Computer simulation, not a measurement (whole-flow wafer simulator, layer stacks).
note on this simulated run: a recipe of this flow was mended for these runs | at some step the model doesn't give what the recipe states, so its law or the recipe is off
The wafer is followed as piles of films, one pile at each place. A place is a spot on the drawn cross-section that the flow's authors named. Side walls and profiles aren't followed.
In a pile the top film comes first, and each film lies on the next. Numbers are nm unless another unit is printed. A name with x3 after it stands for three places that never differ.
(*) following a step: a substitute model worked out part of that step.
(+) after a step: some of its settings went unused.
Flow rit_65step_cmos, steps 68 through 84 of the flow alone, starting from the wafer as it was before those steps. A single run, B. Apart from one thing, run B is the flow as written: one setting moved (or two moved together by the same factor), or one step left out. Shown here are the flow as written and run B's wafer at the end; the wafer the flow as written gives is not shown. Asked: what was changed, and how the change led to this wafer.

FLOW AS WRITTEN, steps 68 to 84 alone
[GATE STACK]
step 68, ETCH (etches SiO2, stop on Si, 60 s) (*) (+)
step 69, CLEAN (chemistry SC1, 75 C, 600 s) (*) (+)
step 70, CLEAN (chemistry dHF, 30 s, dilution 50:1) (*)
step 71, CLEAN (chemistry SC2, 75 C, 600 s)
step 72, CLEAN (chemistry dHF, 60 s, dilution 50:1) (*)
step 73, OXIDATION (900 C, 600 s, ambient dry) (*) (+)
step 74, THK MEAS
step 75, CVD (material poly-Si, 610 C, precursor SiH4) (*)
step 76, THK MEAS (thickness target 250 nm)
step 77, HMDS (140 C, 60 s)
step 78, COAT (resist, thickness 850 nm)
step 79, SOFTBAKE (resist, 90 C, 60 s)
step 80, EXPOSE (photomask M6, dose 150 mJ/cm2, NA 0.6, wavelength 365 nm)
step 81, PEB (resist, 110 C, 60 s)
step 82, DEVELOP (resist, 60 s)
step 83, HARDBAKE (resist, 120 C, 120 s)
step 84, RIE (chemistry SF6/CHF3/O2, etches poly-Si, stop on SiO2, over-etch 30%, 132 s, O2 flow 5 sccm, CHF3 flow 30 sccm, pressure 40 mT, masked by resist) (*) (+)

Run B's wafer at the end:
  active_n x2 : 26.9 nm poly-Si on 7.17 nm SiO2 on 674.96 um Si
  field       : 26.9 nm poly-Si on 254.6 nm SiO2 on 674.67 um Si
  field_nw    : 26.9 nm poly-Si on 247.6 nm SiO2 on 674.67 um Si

The reason: step 75, CVD: 630 C was run, though the flow has 610 C.

How this came from the change, step by step:
  step 75, CVD (material poly-Si, 610 C, precursor SiH4) (*)
      field, field_pw, field_nw and 11 more: +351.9 poly-Si (new film) (as written it would have been: +250 poly-Si (new film))
  step 84, RIE (chemistry SF6/CHF3/O2, etches poly-Si, stop on SiO2, over-etch 30%, 132 s, O2 flow 5 sccm, CHF3 flow 30 sccm, pressure 40 mT, masked by resist) (*) (+)
      field, field_pw, field_nw and 9 more: -325 poly-Si (as written it would have been: -250 poly-Si (all of it), -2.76 SiO2)
